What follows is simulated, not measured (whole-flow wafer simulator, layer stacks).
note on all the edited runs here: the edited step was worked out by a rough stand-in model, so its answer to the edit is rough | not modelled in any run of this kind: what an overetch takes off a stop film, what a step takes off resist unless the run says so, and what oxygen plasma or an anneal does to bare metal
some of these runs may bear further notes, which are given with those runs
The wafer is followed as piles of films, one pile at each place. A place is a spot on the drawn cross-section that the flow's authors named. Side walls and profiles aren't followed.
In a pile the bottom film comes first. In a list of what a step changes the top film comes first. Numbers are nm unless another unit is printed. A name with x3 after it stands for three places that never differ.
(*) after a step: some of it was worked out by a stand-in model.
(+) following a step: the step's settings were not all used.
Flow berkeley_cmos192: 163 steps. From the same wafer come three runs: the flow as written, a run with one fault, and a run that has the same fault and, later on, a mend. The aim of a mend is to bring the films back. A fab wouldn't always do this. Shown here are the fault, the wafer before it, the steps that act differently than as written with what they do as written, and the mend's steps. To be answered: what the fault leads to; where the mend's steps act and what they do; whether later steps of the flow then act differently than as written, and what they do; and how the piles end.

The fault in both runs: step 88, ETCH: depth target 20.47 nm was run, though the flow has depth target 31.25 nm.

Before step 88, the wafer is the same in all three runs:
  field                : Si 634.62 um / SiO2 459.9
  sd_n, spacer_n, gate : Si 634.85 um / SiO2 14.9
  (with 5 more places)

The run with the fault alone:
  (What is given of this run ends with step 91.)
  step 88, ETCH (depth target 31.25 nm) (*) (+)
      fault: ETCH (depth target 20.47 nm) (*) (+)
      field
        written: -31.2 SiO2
        fault: -20.5 SiO2
  None of the later steps of the flow up to step 91 differs from how it acts as written, at any place that is followed, by more than 2% or 0.5 nm, whichever is larger.
  Once step 91 is done, the piles at field depart from the flow's by more than 2% or 0.5 nm, whichever is larger.
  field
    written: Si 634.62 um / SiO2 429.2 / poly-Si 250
    fault: Si 634.62 um / SiO2 439.9 / poly-Si 250

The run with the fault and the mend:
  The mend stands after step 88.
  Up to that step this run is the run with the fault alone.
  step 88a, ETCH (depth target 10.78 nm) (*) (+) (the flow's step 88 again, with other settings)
      field
        -10.8 SiO2
  None of the later steps of the flow acts differently than as written at any place that is followed.
  The piles end the same as the flow's at every place that both follow.
